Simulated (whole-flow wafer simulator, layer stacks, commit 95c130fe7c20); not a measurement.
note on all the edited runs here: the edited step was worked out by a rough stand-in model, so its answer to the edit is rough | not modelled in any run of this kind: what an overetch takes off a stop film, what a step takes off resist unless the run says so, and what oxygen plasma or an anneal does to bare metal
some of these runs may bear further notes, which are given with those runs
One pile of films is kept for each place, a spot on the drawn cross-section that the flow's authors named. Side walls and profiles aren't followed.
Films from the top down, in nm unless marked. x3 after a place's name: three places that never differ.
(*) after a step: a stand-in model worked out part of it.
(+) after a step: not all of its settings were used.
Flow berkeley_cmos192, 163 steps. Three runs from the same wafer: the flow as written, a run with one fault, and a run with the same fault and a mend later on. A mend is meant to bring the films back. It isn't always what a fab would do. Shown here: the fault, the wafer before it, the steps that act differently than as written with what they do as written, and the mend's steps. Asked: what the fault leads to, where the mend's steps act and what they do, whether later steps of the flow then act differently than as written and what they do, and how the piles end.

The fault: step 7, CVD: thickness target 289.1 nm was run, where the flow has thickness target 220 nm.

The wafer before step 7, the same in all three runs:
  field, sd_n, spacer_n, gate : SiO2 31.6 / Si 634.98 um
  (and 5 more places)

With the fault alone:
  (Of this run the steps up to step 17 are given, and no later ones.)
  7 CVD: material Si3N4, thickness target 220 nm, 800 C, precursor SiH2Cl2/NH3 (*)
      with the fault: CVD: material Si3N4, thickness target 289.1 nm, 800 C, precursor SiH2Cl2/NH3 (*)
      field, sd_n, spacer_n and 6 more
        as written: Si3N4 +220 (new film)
        with the fault: Si3N4 +289.1 (new film)
  Later steps of the flow that act differently than as written:
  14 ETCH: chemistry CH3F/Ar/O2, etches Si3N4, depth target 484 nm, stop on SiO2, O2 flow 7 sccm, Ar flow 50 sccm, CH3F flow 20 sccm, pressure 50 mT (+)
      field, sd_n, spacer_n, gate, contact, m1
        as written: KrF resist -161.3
        with the fault: KrF resist -207.4
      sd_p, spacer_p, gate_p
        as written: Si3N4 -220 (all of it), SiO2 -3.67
        with the fault: Si3N4 -289.1 (all of it), SiO2 -3.67
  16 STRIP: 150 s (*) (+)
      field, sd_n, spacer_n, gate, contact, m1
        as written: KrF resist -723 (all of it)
        with the fault: KrF resist -677 (all of it)
  After step 17 the piles differ from the flow's by more than 2% or 0.5 nm, whichever is larger, at field, sd_n, spacer_n, gate, contact, m1.
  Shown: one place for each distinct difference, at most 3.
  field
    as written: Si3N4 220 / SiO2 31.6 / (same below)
    with the fault: Si3N4 289.1 / SiO2 31.6 / (same below)

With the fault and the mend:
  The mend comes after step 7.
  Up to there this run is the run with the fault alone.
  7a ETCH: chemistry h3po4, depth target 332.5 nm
      field, sd_n, spacer_n and 6 more
        Si3N4 -289.1 (all of it)
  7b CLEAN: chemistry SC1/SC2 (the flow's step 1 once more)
      changes no film at any place that is followed
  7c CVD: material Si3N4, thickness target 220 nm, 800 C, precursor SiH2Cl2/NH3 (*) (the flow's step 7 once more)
      field, sd_n, spacer_n and 6 more
        Si3N4 +220 (new film)
  No later step of the flow acts differently than as written at any place that is followed.
  At the end the piles are the same as the flow's at every place that both follow.
